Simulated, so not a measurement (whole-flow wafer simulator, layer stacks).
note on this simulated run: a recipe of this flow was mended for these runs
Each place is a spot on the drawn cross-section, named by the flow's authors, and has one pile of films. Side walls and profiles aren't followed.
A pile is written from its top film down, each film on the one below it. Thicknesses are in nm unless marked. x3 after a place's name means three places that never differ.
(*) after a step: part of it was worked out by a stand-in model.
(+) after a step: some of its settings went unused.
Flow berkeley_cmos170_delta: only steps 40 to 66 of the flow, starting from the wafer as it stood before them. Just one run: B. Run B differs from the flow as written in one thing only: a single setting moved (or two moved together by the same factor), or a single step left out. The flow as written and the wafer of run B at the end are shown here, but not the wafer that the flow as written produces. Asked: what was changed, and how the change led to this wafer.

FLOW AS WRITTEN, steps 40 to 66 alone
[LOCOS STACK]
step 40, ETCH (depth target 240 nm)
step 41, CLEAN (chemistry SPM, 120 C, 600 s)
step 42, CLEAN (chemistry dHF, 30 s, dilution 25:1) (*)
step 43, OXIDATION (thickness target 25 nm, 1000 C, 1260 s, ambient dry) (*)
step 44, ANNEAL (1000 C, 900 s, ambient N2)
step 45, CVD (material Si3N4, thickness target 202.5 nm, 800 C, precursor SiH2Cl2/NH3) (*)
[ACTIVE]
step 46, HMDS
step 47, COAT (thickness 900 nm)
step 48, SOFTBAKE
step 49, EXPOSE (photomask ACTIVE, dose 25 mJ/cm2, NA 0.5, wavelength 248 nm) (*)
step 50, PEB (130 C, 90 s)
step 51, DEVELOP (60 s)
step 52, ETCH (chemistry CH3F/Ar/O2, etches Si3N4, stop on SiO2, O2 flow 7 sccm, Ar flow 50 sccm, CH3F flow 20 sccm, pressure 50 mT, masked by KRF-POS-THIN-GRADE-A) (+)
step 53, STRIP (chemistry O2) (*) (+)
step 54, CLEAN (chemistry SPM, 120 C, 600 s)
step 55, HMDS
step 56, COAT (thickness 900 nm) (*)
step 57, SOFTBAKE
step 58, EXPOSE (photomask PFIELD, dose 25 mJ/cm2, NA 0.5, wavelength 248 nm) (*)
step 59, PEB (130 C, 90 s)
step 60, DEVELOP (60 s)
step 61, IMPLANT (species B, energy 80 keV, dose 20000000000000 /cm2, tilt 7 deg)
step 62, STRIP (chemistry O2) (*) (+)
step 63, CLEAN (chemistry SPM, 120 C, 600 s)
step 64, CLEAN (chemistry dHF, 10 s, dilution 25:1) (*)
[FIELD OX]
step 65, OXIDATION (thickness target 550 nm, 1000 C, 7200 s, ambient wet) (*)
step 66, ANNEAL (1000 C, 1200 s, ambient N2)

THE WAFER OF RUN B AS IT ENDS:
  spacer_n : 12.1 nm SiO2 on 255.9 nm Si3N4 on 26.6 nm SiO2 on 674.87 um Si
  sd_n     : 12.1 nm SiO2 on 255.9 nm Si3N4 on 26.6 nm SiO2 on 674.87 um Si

Cause: step 45, CVD: thickness target 263.2 nm was run, while the flow as written has thickness target 202.5 nm.

How this came from the change, step by step:
  step 45, CVD (material Si3N4, thickness target 202.5 nm, 800 C, precursor SiH2Cl2/NH3) (*)
      field, sd_n, spacer_n and 6 more: +263.2 Si3N4 (new film) (it would be, as written: +202.5 Si3N4 (new film))
  step 52, ETCH (chemistry CH3F/Ar/O2, etches Si3N4, stop on SiO2, O2 flow 7 sccm, Ar flow 50 sccm, CH3F flow 20 sccm, pressure 50 mT, masked by KRF-POS-THIN-GRADE-A) (+)
      sd_n, spacer_n, gate, sd_p, spacer_p, gate_p, contact, m1: -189 KrF-resist (it would be, as written: -148.5 KrF-resist)
      field: -263.2 Si3N4 (all of it), -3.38 SiO2 (it would be, as written: -202.5 Si3N4 (all of it), -3.38 SiO2)
  step 53, STRIP (chemistry O2) (*) (+)
      sd_n, spacer_n, gate, sd_p, spacer_p, gate_p, contact, m1: -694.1 KrF-resist (all of it) (it would be, as written: -734.6 KrF-resist (all of it))
  step 56, COAT (thickness 900 nm) (*)
      sd_n: +763.6 KrF-resist (new film) (it would be, as written: +794.3 KrF-resist (new film))
      spacer_n: +803.5 KrF-resist (new film) (it would be, as written: +824.6 KrF-resist (new film))
      (as well as at 6 more places)
  step 62, STRIP (chemistry O2) (*) (+)
      sd_n: -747 KrF-resist (all of it) (it would be, as written: -777.7 KrF-resist (all of it))
      spacer_n: -786.8 KrF-resist (all of it) (it would be, as written: -807.8 KrF-resist (all of it))
      (as well as at 6 more places)
  step 65, OXIDATION (thickness target 550 nm, 1000 C, 7200 s, ambient wet) (*)
      sd_n, sd_p: +12.1 SiO2 (new film), -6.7 Si3N4 (it would be, as written: +12.1 SiO2 (new film), -6.7 Si3N4, +0.15 SiO2, -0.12 Si)
